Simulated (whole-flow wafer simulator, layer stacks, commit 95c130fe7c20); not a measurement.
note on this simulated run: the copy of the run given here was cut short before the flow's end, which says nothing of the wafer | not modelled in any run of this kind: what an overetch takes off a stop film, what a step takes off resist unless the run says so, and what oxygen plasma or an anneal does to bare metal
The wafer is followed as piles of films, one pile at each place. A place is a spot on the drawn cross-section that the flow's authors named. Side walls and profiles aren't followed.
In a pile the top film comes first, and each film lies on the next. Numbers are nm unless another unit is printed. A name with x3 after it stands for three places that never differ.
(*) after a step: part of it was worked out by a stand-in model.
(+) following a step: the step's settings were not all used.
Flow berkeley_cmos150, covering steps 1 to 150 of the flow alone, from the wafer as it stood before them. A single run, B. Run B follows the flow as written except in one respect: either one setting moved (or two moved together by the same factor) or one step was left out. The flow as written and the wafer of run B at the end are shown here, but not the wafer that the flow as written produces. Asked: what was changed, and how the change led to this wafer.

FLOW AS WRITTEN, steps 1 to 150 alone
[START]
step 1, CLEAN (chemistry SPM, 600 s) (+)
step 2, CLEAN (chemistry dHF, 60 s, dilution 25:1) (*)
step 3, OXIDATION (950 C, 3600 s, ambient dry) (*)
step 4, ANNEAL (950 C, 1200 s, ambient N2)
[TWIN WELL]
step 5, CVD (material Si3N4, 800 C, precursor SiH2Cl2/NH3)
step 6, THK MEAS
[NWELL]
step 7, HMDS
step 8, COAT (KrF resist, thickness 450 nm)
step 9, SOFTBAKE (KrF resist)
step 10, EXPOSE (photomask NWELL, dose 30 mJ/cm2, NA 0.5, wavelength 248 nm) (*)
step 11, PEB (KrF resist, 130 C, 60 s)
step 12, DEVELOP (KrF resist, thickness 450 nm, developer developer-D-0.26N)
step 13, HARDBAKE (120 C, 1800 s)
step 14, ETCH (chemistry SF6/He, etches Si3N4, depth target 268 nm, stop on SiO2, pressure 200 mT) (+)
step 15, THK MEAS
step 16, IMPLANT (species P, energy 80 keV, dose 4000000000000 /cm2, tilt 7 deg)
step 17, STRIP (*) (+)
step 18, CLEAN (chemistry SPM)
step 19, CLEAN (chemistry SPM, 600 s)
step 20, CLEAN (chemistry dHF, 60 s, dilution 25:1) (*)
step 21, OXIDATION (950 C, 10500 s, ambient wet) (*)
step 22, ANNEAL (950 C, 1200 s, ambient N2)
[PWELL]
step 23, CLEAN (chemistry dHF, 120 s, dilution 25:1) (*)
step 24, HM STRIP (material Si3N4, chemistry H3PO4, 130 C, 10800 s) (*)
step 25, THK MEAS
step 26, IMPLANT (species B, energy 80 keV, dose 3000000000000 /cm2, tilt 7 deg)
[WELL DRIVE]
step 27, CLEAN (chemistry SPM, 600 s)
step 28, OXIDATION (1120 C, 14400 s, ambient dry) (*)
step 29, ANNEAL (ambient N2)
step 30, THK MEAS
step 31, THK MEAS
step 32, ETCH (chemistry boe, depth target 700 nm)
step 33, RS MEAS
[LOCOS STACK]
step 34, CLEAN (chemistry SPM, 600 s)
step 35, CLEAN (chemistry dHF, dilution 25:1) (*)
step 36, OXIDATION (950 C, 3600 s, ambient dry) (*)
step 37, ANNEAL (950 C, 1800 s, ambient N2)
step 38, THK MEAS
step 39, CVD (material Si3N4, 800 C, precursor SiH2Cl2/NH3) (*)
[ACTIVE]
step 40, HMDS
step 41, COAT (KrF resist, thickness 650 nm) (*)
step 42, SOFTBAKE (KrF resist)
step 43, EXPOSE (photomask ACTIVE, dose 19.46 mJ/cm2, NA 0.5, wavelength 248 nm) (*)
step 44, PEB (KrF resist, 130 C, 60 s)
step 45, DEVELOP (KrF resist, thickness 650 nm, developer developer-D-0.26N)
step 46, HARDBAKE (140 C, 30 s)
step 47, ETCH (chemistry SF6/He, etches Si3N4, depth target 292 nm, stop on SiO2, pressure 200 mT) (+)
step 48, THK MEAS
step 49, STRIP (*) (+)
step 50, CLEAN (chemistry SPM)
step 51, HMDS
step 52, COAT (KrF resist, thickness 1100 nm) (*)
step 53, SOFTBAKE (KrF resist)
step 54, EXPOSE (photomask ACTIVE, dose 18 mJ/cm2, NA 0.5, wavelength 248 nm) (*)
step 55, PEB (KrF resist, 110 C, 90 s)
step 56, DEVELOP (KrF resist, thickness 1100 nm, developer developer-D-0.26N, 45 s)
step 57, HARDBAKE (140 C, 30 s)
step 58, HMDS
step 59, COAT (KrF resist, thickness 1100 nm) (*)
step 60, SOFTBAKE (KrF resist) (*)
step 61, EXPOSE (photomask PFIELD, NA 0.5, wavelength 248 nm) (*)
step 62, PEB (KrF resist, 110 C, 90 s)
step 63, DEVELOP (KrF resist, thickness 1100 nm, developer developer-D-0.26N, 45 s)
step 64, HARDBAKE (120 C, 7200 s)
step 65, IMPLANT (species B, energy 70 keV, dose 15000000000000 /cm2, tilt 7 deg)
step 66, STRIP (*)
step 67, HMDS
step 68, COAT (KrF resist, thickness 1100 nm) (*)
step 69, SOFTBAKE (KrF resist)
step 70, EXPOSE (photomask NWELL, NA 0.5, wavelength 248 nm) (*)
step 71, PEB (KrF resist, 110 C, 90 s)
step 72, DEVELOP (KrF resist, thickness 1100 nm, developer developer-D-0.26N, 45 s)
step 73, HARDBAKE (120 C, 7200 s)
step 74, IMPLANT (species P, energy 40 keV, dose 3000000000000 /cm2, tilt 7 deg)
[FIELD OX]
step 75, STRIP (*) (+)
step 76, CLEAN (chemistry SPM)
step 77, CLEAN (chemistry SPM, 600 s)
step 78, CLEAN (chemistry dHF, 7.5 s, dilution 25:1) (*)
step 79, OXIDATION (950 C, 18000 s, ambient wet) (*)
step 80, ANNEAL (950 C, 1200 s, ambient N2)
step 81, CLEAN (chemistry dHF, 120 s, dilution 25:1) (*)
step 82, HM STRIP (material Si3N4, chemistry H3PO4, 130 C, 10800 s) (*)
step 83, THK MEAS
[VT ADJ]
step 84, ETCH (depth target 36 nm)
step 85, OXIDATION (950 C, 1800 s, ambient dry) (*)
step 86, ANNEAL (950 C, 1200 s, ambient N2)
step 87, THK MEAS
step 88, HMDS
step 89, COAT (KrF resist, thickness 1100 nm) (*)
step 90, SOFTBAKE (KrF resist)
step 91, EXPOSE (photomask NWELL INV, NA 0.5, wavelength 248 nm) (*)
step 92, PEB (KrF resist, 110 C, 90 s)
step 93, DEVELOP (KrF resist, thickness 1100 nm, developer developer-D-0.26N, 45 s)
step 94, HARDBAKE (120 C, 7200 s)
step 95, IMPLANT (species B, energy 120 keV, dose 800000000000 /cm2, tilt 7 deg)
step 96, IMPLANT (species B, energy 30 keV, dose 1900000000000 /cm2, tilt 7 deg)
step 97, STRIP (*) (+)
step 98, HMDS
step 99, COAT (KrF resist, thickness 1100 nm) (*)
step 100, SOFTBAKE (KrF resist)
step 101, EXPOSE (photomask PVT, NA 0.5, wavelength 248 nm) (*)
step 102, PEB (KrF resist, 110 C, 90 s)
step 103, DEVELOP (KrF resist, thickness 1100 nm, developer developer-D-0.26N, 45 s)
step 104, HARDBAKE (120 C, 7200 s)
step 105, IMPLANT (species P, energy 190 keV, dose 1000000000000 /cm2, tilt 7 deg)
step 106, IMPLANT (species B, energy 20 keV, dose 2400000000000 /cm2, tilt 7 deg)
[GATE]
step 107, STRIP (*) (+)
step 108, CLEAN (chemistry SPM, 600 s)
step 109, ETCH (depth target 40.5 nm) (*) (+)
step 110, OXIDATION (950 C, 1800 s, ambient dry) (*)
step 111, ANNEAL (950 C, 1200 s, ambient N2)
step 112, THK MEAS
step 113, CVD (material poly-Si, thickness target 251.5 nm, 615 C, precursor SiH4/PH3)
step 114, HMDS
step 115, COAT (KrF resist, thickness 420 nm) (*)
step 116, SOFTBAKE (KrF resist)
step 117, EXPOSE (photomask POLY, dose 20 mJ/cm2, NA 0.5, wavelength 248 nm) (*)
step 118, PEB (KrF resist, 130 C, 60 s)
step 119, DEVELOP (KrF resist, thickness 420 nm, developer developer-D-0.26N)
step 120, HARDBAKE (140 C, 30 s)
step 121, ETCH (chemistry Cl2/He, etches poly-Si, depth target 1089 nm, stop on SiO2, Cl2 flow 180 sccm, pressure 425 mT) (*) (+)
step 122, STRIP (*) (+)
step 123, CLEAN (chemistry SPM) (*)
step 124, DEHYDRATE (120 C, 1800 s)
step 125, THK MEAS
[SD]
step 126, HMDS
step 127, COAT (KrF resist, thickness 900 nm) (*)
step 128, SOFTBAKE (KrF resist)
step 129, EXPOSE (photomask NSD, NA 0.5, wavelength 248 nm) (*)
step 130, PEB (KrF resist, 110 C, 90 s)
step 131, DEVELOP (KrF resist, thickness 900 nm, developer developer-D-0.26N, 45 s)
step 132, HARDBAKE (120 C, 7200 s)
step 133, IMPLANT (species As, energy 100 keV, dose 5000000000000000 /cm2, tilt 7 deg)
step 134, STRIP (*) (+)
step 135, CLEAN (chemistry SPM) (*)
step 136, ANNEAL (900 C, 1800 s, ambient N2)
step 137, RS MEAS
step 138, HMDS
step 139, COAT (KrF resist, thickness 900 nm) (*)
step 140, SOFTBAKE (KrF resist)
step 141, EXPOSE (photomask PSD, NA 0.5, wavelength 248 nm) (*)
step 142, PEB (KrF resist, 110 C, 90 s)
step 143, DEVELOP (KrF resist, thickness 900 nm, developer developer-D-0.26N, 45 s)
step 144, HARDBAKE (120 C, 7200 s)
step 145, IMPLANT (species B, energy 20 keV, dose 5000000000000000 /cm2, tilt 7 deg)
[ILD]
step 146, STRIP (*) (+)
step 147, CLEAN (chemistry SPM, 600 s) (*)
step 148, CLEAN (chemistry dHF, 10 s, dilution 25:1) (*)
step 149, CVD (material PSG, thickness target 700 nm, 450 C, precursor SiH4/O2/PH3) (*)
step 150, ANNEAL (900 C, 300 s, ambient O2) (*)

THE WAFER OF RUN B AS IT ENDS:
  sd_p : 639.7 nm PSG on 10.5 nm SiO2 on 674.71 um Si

What caused this: step 145, IMPLANT: dose 2500000000000000 /cm2 was run, though the flow has dose 5000000000000000 /cm2.

The path from the change to this, step by step:
  step 148, CLEAN (chemistry dHF, 10 s, dilution 25:1) (*)
      sd_p: SiO2 loses 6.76 (it would be, as written: SiO2 loses 7.51)
